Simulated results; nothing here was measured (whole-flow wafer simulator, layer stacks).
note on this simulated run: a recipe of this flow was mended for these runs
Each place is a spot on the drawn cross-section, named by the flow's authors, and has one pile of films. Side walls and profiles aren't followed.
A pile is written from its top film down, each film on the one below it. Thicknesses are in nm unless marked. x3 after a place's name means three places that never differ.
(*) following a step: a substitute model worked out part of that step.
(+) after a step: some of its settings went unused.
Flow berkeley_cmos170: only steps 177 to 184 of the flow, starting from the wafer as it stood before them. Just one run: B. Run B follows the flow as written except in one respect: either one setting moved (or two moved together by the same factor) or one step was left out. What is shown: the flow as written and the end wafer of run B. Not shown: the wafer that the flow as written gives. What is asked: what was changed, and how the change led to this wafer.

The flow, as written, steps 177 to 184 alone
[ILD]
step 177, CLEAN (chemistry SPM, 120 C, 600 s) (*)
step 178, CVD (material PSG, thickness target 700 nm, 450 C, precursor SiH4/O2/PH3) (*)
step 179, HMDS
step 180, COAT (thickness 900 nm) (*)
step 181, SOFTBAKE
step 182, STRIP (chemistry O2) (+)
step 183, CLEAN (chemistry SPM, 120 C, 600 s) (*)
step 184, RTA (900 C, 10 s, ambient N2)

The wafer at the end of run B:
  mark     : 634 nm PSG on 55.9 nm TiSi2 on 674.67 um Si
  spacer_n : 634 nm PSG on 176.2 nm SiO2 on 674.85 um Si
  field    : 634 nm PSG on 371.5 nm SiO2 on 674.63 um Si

What caused this: step 178, CVD: thickness target 634 nm was run, though the flow has thickness target 700 nm.
One can read it off the wafer: mark has PSG 634, and step 178 as written asks for 700 nm.

How this came from the change, step by step:
  step 178, CVD (material PSG, thickness target 700 nm, 450 C, precursor SiH4/O2/PH3) (*)
      field, mark, sd_n and 10 more: +634 PSG (new film) (it would be, as written: +700 PSG (new film))
